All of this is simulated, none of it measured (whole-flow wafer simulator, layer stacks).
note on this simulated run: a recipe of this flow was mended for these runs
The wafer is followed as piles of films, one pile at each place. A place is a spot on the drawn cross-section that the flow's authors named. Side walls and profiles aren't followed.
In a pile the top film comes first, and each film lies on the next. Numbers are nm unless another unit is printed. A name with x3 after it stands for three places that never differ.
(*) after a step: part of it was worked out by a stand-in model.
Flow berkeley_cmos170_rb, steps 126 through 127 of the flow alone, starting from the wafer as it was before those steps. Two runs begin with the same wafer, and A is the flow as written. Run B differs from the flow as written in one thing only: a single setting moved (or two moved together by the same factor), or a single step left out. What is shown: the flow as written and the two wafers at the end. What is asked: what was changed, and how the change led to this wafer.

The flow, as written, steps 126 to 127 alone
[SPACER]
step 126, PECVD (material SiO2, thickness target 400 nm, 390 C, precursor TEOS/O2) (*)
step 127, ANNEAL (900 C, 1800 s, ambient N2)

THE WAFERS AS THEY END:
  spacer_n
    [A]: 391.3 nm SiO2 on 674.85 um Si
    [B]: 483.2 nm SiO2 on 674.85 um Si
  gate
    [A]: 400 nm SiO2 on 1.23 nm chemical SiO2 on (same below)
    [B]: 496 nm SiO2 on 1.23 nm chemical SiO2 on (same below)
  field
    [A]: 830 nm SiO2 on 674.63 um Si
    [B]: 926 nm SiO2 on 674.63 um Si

Cause: step 126, PECVD: thickness target 496 nm was run, though the flow has thickness target 400 nm.
One can read it off the wafer: gate has SiO2 496, and step 126 as written asks for 400 nm.

Step by step, how the change led to this:
  step 126, PECVD (material SiO2, thickness target 400 nm, 390 C, precursor TEOS/O2) (*)
      field, sd_n, contact, m1: A SiO2 gains 400 | B SiO2 gains 496
      spacer_n, sd_p, spacer_p: A SiO2 gains 385.3 | B SiO2 gains 477.2
      (as well as at 2 more places)
